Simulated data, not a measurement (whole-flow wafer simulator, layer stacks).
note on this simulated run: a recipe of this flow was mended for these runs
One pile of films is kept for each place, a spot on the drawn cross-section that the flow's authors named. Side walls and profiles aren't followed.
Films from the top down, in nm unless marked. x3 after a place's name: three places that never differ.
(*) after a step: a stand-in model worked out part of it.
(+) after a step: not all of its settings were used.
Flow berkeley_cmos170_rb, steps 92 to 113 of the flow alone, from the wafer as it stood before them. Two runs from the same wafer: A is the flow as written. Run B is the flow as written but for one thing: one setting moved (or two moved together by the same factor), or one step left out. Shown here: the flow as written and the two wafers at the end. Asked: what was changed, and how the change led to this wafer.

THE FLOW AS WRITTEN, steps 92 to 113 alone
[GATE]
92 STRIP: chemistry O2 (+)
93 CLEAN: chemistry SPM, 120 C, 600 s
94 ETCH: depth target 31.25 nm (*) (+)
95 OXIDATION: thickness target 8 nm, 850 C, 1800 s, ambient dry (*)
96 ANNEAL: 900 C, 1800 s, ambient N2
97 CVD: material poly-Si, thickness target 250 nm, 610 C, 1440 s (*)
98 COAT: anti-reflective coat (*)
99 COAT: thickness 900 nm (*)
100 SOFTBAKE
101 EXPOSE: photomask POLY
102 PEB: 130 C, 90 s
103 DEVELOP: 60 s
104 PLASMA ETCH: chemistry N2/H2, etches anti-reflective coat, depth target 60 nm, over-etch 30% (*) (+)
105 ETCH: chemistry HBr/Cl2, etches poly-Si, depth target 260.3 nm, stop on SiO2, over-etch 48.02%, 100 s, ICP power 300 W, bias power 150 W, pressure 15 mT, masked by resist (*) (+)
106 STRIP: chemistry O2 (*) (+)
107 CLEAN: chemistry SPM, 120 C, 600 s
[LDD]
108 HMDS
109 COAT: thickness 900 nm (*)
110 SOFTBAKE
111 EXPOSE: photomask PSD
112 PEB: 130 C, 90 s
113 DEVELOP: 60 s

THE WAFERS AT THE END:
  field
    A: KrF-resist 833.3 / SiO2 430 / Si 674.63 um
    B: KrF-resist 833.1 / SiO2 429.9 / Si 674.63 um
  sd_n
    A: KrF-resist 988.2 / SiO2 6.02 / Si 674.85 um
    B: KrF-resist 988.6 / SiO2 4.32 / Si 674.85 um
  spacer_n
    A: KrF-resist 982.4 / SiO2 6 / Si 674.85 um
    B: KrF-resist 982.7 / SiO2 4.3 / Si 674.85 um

The cause: step 95, OXIDATION: thickness target 5.12 nm was run, where the flow has thickness target 8 nm; step 95, OXIDATION: 1152 s was run, where the flow has 1800 s.

How the change led to this, step by step:
  95 OXIDATION: thickness target 8 nm, 850 C, 1800 s, ambient dry (*)
      sd_n, spacer_n, gate, sd_p, spacer_p, gate_p, contact, m1: A SiO2 +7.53 (new film), Si -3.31 | B SiO2 +5.83 (new film), Si -2.57
